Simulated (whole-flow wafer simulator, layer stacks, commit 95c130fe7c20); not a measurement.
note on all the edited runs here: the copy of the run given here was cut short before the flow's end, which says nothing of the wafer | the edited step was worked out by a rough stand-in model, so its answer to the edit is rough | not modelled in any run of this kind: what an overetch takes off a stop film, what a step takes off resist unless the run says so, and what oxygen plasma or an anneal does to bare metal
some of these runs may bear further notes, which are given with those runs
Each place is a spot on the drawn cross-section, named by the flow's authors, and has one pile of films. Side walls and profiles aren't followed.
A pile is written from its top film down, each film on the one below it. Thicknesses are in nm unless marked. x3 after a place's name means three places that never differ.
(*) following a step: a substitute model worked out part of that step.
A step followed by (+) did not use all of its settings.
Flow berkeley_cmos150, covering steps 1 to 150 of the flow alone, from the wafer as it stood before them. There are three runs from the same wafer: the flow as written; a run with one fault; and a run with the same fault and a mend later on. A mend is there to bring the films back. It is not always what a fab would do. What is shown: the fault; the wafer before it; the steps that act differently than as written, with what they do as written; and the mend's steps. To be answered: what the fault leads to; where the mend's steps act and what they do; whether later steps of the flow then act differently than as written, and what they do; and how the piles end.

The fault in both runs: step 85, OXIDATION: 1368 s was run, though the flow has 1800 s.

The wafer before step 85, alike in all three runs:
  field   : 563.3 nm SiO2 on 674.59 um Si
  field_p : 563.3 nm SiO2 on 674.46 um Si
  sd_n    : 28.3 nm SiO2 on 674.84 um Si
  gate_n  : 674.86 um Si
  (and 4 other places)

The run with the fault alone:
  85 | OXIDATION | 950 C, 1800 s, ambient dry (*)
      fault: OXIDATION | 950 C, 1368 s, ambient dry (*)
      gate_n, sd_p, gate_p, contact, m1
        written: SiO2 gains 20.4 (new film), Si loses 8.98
        fault: SiO2 gains 17.3 (new film), Si loses 7.6
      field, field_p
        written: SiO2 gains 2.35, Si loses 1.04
        fault: SiO2 gains 1.79, Si loses 0.79
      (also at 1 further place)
  Steps further on in the flow that do not act as written (21 other steps are not shown; they differ only slightly, by no more than 2% or 0.5 nm, whichever is larger):
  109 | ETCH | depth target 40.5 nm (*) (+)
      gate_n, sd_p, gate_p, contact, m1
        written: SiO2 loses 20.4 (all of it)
        fault: SiO2 loses 17.3 (all of it)
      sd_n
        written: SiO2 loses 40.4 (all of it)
        fault: SiO2 loses 37.9 (all of it)
  At the end the piles are close to the flow's at the places that both follow, differing by at most 2% or 0.5 nm, whichever is larger.

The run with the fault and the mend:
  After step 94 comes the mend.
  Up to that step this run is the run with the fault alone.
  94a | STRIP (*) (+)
      field_p
        KrF resist loses 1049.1 (all of it)
      sd_p
        KrF resist loses 1274.2 (all of it)
      gate_p
        KrF resist loses 1248.9 (all of it)
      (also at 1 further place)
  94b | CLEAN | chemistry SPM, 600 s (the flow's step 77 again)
      does not change any film at any place that is followed
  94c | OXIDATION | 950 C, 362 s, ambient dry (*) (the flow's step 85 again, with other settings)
      gate_n, sd_p, gate_p, contact, m1
        SiO2 gains 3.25, Si loses 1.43
      field, field_p
        SiO2 gains 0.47, Si loses 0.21
      sd_n
        SiO2 gains 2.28, Si loses 1
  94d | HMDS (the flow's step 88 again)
      does not change any film at any place that is followed
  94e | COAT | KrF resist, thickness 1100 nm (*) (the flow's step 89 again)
      field
        KrF resist gains 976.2 (new film)
      field_p
        KrF resist gains 1087.8 (new film)
      sd_n
        KrF resist gains 1243 (new film)
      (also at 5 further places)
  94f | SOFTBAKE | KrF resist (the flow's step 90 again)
      does not change any film at any place that is followed
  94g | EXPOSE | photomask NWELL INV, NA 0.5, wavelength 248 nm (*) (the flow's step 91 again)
      does not change any film at any place that is followed
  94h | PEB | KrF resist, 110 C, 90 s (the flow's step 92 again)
      field
        KrF resist loses 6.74
      field_p
        KrF resist loses 7.53
      sd_n
        KrF resist loses 8.63
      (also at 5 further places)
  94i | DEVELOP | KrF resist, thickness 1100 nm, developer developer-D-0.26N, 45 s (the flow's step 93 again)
      field_p, sd_p, gate_p, m1
        KrF resist loses 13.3
      field
        KrF resist loses 969.5 (all of it)
      sd_n
        KrF resist loses 1234.4 (all of it)
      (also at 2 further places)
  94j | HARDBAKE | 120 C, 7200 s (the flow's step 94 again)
      field_p
        KrF resist loses 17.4
      sd_p
        KrF resist loses 21.4
      gate_p
        KrF resist loses 20.9
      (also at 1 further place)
  None of the later steps of the flow differs from how it acts as written, at any place that is followed, by more than 2% or 0.5 nm, whichever is larger.
  At the end the piles are close to the flow's at the places that both follow, differing by at most 2% or 0.5 nm, whichever is larger.
